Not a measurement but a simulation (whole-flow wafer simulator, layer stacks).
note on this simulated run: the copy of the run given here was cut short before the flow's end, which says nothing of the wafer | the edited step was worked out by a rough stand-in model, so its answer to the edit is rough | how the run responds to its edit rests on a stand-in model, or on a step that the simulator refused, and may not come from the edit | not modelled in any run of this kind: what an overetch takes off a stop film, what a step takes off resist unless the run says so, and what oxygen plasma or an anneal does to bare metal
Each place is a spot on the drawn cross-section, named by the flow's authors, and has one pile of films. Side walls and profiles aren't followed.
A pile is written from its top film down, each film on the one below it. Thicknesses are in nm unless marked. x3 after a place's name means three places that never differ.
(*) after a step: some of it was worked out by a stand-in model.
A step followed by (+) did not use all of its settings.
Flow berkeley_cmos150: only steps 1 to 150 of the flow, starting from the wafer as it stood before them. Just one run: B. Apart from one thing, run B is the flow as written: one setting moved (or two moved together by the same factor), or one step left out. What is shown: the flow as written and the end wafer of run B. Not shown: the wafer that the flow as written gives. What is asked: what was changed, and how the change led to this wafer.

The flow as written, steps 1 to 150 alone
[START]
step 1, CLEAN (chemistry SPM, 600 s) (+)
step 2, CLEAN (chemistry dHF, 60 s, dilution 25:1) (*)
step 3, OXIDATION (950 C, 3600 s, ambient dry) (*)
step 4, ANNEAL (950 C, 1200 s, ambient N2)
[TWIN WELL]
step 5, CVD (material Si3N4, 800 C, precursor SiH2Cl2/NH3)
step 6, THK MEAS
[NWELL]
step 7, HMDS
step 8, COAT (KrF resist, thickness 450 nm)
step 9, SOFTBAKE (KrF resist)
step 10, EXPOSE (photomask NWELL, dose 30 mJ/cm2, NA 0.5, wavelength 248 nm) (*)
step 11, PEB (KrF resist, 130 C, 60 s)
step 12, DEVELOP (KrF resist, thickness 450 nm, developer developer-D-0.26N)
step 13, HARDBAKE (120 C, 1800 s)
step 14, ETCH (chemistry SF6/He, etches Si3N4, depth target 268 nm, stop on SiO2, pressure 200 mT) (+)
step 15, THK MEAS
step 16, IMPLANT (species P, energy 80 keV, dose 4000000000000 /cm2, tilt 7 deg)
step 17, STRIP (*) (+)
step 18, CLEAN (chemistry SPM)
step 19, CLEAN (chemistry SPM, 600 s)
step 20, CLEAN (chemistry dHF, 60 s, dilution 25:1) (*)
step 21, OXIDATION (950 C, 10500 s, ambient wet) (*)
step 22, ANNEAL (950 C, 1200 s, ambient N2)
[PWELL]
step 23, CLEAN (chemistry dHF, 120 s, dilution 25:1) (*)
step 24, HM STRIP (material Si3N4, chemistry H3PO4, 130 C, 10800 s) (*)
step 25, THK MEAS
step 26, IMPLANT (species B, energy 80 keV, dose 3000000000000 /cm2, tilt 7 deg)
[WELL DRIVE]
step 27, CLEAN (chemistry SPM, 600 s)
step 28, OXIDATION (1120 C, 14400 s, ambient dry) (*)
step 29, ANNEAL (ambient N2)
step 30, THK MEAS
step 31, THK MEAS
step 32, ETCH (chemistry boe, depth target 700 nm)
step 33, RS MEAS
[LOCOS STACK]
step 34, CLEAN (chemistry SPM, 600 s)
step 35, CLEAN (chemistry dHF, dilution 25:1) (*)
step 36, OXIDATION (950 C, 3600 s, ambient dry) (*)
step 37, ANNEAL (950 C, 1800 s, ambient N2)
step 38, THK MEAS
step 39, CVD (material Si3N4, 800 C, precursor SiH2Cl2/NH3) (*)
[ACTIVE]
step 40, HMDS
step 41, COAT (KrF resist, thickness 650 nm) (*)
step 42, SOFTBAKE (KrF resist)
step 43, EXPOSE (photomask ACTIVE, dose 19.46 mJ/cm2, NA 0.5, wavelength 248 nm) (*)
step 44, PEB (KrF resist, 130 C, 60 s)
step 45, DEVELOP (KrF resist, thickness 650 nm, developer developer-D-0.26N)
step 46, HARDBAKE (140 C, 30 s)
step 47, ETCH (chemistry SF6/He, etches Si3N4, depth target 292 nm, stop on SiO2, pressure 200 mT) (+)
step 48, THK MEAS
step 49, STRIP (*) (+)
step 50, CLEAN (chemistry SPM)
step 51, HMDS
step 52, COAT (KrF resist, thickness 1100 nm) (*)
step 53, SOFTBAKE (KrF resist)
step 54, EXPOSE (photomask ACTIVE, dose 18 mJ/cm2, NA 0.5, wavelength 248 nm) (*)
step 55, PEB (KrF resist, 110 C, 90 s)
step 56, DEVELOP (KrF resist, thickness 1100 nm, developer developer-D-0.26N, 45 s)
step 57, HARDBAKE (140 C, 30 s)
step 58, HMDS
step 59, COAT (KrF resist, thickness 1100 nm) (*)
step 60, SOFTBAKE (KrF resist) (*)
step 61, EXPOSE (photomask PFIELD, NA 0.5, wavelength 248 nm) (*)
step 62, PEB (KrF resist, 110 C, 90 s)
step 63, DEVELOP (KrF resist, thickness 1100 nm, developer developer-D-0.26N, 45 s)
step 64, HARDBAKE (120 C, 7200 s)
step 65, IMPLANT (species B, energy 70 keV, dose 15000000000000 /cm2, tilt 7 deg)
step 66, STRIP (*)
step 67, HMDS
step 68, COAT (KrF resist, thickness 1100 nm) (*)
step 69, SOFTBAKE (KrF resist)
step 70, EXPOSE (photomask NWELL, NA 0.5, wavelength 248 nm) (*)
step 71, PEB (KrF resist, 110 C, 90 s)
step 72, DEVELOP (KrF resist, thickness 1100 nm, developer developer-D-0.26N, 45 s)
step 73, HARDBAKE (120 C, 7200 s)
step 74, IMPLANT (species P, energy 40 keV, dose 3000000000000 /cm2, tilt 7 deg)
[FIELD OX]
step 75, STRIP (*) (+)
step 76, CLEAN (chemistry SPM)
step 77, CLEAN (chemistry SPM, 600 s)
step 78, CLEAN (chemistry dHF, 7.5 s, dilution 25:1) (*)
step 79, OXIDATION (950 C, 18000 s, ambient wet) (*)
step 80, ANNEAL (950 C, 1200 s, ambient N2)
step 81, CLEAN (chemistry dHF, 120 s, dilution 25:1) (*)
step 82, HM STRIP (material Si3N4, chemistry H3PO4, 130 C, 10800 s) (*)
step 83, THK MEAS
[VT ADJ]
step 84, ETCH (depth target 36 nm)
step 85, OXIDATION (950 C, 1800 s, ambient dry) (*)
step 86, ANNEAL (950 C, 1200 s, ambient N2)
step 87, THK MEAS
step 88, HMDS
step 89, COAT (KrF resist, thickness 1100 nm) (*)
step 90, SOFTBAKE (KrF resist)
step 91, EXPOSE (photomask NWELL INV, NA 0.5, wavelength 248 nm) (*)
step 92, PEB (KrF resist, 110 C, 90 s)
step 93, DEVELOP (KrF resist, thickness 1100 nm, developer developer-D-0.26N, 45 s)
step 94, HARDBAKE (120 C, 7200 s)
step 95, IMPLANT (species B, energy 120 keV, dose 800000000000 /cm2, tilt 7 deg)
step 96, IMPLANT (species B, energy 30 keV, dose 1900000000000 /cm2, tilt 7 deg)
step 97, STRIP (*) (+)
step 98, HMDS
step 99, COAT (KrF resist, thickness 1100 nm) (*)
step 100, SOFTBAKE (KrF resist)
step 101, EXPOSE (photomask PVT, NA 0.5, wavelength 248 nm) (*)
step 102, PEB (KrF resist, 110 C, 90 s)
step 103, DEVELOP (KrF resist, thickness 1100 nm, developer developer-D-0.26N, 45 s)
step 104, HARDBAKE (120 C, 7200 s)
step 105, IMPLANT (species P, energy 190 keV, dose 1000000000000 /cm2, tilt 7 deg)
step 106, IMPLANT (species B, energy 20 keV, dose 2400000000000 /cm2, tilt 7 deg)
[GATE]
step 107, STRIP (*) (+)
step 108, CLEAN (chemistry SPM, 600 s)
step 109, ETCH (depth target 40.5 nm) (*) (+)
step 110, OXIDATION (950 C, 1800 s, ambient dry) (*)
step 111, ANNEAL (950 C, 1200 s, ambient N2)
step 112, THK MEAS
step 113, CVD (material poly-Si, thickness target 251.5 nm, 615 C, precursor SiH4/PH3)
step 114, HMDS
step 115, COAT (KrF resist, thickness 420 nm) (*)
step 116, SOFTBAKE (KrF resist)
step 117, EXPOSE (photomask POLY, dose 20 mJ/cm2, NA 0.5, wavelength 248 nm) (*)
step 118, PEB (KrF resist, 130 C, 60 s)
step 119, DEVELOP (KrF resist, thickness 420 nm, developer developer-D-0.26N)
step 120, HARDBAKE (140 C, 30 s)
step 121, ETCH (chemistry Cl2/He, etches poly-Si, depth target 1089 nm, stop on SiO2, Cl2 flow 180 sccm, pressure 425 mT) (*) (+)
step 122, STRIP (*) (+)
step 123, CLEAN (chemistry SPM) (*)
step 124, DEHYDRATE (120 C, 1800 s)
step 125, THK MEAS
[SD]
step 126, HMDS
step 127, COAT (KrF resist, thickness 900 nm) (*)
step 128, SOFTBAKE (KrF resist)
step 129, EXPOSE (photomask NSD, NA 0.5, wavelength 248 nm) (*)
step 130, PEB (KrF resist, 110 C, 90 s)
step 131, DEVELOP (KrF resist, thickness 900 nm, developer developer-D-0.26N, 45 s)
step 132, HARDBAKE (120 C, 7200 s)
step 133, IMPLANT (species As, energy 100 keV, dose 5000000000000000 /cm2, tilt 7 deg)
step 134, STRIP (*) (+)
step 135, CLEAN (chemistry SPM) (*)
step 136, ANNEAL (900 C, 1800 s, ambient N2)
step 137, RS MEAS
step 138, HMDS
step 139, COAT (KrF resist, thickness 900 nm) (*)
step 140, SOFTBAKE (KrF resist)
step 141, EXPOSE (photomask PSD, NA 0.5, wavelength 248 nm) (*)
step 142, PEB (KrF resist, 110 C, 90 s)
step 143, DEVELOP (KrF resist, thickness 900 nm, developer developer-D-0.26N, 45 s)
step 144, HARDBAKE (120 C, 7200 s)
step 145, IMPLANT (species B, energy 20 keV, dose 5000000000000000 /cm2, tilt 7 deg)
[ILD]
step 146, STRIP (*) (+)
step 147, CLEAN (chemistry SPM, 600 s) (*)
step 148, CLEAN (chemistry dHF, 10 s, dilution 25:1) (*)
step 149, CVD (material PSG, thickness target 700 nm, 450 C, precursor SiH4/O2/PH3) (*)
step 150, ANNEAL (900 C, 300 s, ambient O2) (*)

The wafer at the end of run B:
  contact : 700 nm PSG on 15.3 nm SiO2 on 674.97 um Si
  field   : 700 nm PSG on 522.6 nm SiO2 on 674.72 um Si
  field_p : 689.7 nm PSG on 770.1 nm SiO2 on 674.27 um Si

Cause: step 21, OXIDATION: 1140 C was run, whereas the flow has 950 C.

How this came from the change, step by step:
  step 21, OXIDATION (950 C, 10500 s, ambient wet) (*)
      field, sd_n, gate_n, contact, m1: +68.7 SiO2 (new film), -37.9 Si3N4 (in the flow as written it would be: +7.45 SiO2 (new film), -4.11 Si3N4)
      field_p, sd_p, gate_p: +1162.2 SiO2, -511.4 Si (in the flow as written it would be: +461.2 SiO2, -202.9 Si)
  step 23, CLEAN (chemistry dHF, 120 s, dilution 25:1) (*)
      field, sd_n, gate_n, contact, m1: -23 SiO2 (in the flow as written it would be: -7.45 SiO2 (all of it), -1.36 Si3N4)
  step 24, HM STRIP (material Si3N4, chemistry H3PO4, 130 C, 10800 s) (*)
      field, sd_n, gate_n, contact, m1: -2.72 SiO2 (in the flow as written it would be: -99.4 Si3N4 (all of it), -1.87 SiO2)
  step 28, OXIDATION (1120 C, 14400 s, ambient dry) (*)
      field, sd_n, gate_n, contact, m1: nothing (in the flow as written it would be: +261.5 SiO2, -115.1 Si)
      field_p, sd_p, gate_p: +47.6 SiO2, -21 Si (in the flow as written it would be: +103.6 SiO2, -45.6 Si)
  step 32, ETCH (chemistry boe, depth target 700 nm)
      field_p, sd_p, gate_p: -700 SiO2 (in the flow as written it would be: -555.5 SiO2 (all of it))
      field, sd_n, gate_n, contact, m1: -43 SiO2 (all of it) (in the flow as written it would be: -291.1 SiO2 (all of it))
  step 34, CLEAN (chemistry SPM, 600 s)
      field, field_p, sd_n, gate_n, sd_p, gate_p, contact, m1: nothing (in the flow as written it would be: +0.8 chemical SiO2 (new film), -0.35 Si)
  step 35, CLEAN (chemistry dHF, dilution 25:1) (*)
      field, field_p, sd_n, gate_n, sd_p, gate_p, contact, m1: nothing (in the flow as written it would be: -0.8 chemical SiO2 (all of it))
  step 36, OXIDATION (950 C, 3600 s, ambient dry) (*)
      field, sd_n, gate_n, contact, m1: nothing (in the flow as written it would be: +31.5 SiO2 (new film), -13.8 Si)
      field_p, sd_p, gate_p: +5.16 SiO2, -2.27 Si (in the flow as written it would be: +31.5 SiO2 (new film), -13.8 Si)
  step 39, CVD (material Si3N4, 800 C, precursor SiH2Cl2/NH3) (*)
      field, sd_n, gate_n, contact, m1: +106 Si3N4 (in the flow as written it would be: +106 Si3N4 (new film))
  step 41, COAT (KrF resist, thickness 650 nm) (*)
      field: +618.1 KrF resist (new film) (in the flow as written it would be: +646.4 KrF resist (new film))
  step 45, DEVELOP (KrF resist, thickness 650 nm, developer developer-D-0.26N)
      field: -617.2 KrF resist (all of it) (in the flow as written it would be: -645.4 KrF resist (all of it))
  step 47, ETCH (chemistry SF6/He, etches Si3N4, depth target 292 nm, stop on SiO2, pressure 200 mT) (+)
      sd_n, gate_n, sd_p, gate_p, contact, m1: -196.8 KrF resist (in the flow as written it would be: -124 KrF resist)
      field: -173 Si3N4 (all of it), -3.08 SiO2 (in the flow as written it would be: -106 Si3N4 (all of it), -3.08 SiO2)
      (and at 1 other place as well)
  step 49, STRIP (*) (+)
      sd_n: -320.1 KrF resist (all of it) (in the flow as written it would be: -392.4 KrF resist (all of it))
      gate_n: -327.9 KrF resist (all of it) (in the flow as written it would be: -400.6 KrF resist (all of it))
      (and at 4 other places as well)
  step 52, COAT (KrF resist, thickness 1100 nm) (*)
      field: +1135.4 KrF resist (new film) (in the flow as written it would be: +1106.9 KrF resist (new film))
      sd_n: +984.4 KrF resist (new film) (in the flow as written it would be: +1019.1 KrF resist (new film))
      (and at 5 other places as well)
  step 56, DEVELOP (KrF resist, thickness 1100 nm, developer developer-D-0.26N, 45 s)
      field: -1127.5 KrF resist (all of it) (in the flow as written it would be: -1099.3 KrF resist (all of it))
  step 57, HARDBAKE (140 C, 30 s)
      sd_n: -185 KrF resist (in the flow as written it would be: -191.5 KrF resist)
      gate_n: -189.9 KrF resist (in the flow as written it would be: -195.3 KrF resist)
      (and at 4 other places as well)
  ... 30 further steps ...
  step 149, CVD (material PSG, thickness target 700 nm, 450 C, precursor SiH4/O2/PH3) (*)
      sd_p: +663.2 PSG (new film) (in the flow as written it would be: +639.5 PSG (new film))
